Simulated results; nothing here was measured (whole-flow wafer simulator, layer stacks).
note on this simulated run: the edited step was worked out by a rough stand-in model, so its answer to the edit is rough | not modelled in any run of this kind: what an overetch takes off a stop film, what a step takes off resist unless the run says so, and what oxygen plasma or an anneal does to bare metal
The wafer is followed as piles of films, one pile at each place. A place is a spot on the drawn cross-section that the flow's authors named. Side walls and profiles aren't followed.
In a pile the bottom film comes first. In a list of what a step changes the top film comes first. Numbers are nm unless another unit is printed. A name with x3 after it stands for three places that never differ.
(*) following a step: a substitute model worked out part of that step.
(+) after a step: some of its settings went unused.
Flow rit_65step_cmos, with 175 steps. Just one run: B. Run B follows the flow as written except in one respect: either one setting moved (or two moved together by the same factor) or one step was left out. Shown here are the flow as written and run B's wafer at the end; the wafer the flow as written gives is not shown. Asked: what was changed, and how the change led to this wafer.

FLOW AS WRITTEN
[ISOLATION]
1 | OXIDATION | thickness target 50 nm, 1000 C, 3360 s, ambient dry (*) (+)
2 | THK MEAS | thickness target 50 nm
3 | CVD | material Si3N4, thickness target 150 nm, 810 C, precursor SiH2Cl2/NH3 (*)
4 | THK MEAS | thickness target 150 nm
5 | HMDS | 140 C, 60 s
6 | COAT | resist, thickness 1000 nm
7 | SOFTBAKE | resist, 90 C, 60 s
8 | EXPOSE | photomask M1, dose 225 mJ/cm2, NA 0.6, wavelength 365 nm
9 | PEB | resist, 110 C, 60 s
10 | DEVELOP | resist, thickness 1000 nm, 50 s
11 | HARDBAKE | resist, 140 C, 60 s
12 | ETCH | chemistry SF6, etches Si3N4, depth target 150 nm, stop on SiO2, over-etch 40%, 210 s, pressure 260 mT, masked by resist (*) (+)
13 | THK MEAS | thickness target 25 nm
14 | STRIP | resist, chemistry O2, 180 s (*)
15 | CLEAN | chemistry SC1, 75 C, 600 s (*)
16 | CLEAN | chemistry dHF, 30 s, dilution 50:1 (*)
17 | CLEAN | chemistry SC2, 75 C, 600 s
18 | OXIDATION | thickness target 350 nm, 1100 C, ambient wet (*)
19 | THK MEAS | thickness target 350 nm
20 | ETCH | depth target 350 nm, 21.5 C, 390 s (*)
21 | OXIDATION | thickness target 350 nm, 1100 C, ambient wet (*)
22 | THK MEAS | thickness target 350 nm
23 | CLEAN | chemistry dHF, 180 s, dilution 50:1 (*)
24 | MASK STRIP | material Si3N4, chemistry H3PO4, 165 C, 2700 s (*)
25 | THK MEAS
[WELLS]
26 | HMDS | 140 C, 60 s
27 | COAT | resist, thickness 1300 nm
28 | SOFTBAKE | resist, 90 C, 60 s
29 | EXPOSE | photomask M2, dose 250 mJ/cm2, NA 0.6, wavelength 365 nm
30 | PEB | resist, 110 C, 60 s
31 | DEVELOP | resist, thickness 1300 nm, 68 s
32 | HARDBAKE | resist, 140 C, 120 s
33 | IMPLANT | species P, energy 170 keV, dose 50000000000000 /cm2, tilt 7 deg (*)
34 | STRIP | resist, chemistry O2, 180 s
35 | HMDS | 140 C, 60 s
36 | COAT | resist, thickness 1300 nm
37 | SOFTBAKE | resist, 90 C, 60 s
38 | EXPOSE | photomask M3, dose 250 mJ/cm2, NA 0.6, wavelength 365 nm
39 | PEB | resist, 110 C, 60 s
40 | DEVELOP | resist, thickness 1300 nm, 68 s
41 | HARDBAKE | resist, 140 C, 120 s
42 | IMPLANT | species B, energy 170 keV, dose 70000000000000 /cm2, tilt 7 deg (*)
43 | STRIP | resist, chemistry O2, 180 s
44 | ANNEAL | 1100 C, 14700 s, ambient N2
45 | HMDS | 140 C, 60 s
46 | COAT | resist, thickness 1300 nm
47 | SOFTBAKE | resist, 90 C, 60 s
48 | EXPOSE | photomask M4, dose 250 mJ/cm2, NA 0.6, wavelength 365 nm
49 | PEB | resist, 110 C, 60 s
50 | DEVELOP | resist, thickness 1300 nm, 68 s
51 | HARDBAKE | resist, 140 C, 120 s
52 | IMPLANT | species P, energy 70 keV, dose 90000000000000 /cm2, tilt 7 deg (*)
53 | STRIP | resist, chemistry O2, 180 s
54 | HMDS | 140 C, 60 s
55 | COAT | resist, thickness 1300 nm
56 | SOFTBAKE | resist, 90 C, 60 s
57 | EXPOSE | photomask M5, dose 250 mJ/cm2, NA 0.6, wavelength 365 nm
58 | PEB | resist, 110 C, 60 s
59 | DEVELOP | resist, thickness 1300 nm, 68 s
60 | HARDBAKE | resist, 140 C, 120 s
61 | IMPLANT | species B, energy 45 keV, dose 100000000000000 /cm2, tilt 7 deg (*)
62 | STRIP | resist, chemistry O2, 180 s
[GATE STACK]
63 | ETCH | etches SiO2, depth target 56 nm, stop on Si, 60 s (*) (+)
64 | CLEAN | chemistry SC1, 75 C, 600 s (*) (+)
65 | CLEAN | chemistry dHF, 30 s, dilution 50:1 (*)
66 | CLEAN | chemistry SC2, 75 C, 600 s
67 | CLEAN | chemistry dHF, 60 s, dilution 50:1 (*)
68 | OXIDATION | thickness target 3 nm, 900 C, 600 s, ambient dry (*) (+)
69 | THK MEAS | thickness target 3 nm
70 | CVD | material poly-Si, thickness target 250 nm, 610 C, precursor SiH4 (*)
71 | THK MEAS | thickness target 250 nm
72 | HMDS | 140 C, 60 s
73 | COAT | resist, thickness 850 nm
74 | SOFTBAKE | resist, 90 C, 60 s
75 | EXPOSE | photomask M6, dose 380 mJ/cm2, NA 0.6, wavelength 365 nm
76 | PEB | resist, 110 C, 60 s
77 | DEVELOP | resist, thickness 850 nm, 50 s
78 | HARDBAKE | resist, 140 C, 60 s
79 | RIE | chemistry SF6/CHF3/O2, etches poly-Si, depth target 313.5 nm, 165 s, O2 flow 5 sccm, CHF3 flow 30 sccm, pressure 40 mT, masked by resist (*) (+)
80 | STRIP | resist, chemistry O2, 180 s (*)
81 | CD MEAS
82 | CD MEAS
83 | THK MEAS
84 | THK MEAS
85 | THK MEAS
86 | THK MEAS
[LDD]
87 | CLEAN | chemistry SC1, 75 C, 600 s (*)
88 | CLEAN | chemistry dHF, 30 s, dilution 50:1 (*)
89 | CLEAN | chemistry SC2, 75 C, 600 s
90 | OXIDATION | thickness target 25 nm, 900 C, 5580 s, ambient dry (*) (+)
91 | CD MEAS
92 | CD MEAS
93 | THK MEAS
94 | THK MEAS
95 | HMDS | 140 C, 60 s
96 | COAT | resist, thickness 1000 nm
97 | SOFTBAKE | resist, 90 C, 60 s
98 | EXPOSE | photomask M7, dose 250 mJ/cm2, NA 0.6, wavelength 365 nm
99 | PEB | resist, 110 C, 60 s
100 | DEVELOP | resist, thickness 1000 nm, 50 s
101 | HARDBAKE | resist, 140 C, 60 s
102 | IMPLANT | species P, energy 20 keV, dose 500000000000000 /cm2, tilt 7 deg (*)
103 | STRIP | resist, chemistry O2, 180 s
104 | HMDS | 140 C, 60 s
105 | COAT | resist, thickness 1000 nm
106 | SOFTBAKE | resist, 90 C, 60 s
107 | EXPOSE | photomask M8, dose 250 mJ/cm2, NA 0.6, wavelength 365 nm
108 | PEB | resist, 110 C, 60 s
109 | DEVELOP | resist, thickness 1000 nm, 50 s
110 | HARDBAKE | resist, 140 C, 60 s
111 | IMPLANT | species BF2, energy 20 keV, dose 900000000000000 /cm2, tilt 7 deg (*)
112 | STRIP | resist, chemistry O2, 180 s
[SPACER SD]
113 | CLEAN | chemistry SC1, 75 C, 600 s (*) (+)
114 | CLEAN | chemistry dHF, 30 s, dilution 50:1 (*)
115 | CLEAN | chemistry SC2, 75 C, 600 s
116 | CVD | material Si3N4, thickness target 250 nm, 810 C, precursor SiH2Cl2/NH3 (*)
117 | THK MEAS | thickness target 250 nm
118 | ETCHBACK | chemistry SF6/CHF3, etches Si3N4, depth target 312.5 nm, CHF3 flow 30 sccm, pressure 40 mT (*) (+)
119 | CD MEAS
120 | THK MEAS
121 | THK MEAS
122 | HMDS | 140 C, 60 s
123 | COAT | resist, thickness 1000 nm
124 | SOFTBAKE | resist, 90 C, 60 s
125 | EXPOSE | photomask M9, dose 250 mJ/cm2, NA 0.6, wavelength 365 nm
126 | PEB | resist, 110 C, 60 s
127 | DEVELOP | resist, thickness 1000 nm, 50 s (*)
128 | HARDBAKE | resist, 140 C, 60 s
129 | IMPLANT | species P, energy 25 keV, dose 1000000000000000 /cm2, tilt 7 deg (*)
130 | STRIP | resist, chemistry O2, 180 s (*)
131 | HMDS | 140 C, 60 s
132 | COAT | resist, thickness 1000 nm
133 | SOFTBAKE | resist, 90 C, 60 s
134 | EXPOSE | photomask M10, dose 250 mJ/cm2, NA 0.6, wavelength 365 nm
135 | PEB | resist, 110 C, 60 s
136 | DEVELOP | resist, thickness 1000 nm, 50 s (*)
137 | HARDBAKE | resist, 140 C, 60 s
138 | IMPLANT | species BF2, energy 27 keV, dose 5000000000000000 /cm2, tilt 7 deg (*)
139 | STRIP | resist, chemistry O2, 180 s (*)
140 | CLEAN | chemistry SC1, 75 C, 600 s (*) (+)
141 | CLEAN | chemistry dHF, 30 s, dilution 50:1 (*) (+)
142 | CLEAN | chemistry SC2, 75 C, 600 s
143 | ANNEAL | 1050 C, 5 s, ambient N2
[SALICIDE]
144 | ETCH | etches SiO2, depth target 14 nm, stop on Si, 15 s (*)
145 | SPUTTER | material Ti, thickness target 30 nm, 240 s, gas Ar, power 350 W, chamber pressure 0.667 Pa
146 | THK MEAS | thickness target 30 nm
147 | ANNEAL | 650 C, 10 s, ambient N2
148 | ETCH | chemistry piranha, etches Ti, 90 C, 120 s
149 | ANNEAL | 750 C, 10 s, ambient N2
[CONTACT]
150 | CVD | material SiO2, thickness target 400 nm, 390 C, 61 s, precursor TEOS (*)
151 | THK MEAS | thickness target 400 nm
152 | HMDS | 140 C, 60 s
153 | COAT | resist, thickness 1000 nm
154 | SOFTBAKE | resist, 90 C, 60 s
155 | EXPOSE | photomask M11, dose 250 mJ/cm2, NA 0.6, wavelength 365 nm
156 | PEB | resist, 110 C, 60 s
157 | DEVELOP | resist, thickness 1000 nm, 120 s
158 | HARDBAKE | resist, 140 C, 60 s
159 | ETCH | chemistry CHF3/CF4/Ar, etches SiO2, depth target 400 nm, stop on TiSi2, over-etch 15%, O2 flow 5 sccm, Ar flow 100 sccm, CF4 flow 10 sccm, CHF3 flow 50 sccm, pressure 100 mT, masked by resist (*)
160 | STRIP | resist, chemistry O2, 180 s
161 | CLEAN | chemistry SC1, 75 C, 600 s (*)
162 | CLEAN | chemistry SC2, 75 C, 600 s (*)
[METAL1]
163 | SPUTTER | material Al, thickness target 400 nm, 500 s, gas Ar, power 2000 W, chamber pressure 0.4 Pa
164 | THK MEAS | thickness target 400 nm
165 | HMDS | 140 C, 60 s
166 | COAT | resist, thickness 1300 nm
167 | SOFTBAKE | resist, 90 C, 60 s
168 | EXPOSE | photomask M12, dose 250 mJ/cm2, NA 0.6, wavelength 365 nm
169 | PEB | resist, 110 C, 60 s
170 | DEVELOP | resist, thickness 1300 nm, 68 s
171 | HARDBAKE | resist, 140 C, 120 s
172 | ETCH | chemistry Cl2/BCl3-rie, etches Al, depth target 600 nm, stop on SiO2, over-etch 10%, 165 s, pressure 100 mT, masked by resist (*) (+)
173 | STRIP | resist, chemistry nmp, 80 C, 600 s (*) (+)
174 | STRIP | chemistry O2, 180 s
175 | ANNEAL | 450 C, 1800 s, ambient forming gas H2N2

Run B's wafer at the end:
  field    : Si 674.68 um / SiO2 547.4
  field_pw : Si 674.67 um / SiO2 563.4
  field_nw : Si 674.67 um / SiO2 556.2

The reason: step 63, ETCH: 30 s was run, while the flow as written has 60 s.

How this came from the change, step by step:
  63 | ETCH | etches SiO2, depth target 56 nm, stop on Si, 60 s (*) (+)
      active_n, active_p, gate_n and 7 more: SiO2 loses 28 (as written it would have been: SiO2 loses 45.4 (all of it), Si loses 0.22)
      field, field_pw, field_nw, field_p: SiO2 loses 28 (as written it would have been: SiO2 loses 56)
  64 | CLEAN | chemistry SC1, 75 C, 600 s (*) (+)
      active_n, active_p, gate_n and 7 more: SiO2 loses 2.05 (as written it would have been: chemical SiO2 gains 0.6 (new film), Si loses 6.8)
  65 | CLEAN | chemistry dHF, 30 s, dilution 50:1 (*)
      active_n, gate_n, spacer, sd_n, contact, m1: SiO2 loses 3.24 (as written it would have been: chemical SiO2 loses 0.6 (all of it))
      active_p, gate_p, spacer_p, sd_p: SiO2 loses 5.64 (as written it would have been: chemical SiO2 loses 0.6 (all of it))
  67 | CLEAN | chemistry dHF, 60 s, dilution 50:1 (*)
      active_n, gate_n, spacer, sd_n, contact, m1: SiO2 loses 6.5 (as written it would have been: chemical SiO2 loses 0.4 (all of it))
      gate_p, spacer_p, sd_p: SiO2 loses 9.74 (all of it) (as written it would have been: chemical SiO2 loses 0.4 (all of it))
      (and at 1 other place as well)
  68 | OXIDATION | thickness target 3 nm, 900 C, 600 s, ambient dry (*) (+)
      active_n, gate_n, spacer, sd_n, contact, m1: SiO2 gains 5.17, Si loses 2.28 (as written it would have been: SiO2 gains 7.17 (new film), Si loses 3.16)
  79 | RIE | chemistry SF6/CHF3/O2, etches poly-Si, depth target 313.5 nm, 165 s, O2 flow 5 sccm, CHF3 flow 30 sccm, pressure 40 mT, masked by resist (*) (+)
      active_n, spacer, sd_n, contact, m1: poly-Si loses 250 (all of it), SiO2 loses 10.8 (all of it) (as written it would have been: poly-Si loses 250 (all of it), SiO2 loses 7.17 (all of it))
  118 | ETCHBACK | chemistry SF6/CHF3, etches Si3N4, depth target 312.5 nm, CHF3 flow 30 sccm, pressure 40 mT (*) (+)
      spacer: Si3N4 loses 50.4 (as written it would have been: Si3N4 loses 54)
